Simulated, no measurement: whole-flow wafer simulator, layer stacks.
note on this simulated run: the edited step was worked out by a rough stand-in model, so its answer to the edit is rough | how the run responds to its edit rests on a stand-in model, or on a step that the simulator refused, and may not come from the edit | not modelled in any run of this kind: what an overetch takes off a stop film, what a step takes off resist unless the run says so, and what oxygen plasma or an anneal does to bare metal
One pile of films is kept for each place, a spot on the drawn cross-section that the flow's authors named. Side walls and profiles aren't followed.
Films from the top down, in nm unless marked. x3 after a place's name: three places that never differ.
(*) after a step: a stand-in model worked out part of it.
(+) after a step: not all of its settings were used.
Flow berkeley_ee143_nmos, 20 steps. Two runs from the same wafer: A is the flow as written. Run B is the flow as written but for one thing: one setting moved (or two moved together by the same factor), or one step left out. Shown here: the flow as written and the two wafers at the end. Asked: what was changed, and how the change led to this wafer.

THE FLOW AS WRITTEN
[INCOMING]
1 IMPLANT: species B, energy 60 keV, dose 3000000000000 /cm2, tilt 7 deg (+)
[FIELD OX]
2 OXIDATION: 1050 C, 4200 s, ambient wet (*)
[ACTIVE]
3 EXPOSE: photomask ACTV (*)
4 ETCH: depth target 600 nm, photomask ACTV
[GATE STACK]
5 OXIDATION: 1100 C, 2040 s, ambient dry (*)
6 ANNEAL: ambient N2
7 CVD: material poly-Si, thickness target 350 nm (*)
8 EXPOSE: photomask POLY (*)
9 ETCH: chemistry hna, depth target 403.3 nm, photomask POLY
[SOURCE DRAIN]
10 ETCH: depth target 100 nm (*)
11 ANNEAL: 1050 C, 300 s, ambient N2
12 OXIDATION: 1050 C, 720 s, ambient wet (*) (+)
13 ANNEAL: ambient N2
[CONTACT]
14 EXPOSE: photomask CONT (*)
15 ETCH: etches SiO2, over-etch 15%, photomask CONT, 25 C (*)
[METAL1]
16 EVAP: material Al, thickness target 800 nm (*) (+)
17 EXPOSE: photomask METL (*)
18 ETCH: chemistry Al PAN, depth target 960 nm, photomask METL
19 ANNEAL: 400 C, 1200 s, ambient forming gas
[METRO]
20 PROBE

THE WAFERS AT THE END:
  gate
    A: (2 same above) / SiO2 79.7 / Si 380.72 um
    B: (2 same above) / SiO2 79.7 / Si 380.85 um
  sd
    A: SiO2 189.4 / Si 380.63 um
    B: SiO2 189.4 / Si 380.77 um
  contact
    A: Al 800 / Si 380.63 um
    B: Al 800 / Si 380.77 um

The cause: step 2, OXIDATION: 945 C was run, where the flow has 1050 C.

How the change led to this, step by step:
  2 OXIDATION: 1050 C, 4200 s, ambient wet (*)
      gate, sd, contact, field: A SiO2 +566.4 (new film), chemical SiO2 -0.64 (all of it), Si -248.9 | B SiO2 +262.5 (new film), chemical SiO2 -0.64 (all of it), Si -115.2
  4 ETCH: depth target 600 nm, photomask ACTV
      gate, sd, contact: A SiO2 -566.4 (all of it) | B SiO2 -262.5 (all of it)
  5 OXIDATION: 1100 C, 2040 s, ambient dry (*)
      field: A SiO2 +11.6, Si -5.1 | B SiO2 +21.4, Si -9.43
  12 OXIDATION: 1050 C, 720 s, ambient wet (*) (+)
      field: A SiO2 +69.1, Si -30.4 | B SiO2 +117, Si -51.5
